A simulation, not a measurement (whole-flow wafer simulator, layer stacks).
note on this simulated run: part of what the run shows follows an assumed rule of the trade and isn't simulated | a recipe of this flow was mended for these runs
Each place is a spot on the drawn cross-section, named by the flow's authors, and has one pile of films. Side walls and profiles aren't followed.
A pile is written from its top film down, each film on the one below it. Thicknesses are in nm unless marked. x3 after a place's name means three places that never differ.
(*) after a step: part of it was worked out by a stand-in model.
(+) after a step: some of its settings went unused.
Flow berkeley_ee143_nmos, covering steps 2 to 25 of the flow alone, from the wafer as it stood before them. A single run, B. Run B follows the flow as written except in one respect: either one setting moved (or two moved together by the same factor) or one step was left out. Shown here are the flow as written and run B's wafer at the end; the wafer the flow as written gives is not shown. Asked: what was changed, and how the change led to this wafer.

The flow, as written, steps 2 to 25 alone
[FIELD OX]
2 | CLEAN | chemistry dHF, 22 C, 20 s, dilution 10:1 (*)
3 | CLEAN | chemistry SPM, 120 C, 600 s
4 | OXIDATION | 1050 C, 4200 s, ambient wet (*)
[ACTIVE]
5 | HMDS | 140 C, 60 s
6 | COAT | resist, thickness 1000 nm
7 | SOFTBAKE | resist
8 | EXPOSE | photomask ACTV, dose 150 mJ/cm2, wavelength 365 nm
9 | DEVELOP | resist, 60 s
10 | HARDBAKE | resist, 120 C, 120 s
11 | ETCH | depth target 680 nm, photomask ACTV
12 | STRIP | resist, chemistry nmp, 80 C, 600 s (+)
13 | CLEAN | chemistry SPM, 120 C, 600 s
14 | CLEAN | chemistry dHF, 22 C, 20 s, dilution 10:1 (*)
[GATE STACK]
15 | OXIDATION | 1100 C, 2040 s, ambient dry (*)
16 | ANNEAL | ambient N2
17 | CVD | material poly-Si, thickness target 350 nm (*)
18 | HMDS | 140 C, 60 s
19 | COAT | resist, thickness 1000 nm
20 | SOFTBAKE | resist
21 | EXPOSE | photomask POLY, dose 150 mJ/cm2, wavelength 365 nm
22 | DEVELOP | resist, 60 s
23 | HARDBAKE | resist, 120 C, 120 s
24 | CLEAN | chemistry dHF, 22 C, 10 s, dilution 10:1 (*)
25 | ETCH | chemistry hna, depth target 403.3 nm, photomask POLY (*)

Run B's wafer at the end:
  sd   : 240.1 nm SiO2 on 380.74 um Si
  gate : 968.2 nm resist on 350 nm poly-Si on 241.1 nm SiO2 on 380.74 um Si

The reason: step 11, ETCH: depth target 340 nm was run, though the flow has depth target 680 nm.

How this came from the change, step by step:
  11 | ETCH | depth target 680 nm, photomask ACTV
      gate, sd, contact: -340 SiO2 (it would be, as written: -566.4 SiO2 (all of it))
  13 | CLEAN | chemistry SPM, 120 C, 600 s
      gate, sd, contact: nothing (it would be, as written: +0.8 chemical SiO2 (new film), -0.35 Si)
  14 | CLEAN | chemistry dHF, 22 C, 20 s, dilution 10:1 (*)
      gate, sd, contact: -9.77 SiO2 (it would be, as written: -0.8 chemical SiO2 (all of it))
  15 | OXIDATION | 1100 C, 2040 s, ambient dry (*)
      gate, sd, contact: +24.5 SiO2, -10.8 Si (it would be, as written: +79.7 SiO2 (new film), -35.1 Si)
  19 | COAT | resist, thickness 1000 nm
      gate: +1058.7 resist (new film) (it would be, as written: +1093.4 resist (new film))
      sd: +1042.6 resist (new film) (it would be, as written: +1066.2 resist (new film))
      (as well as at 2 more places)
  22 | DEVELOP | resist, 60 s
      sd: -1042.6 resist (all of it) (it would be, as written: -1066.2 resist (all of it))
      contact: -1057.2 resist (all of it) (it would be, as written: -1092 resist (all of it))
      (as well as at 1 more place)
  23 | HARDBAKE | resist, 120 C, 120 s
      gate: -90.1 resist (it would be, as written: -93.2 resist)
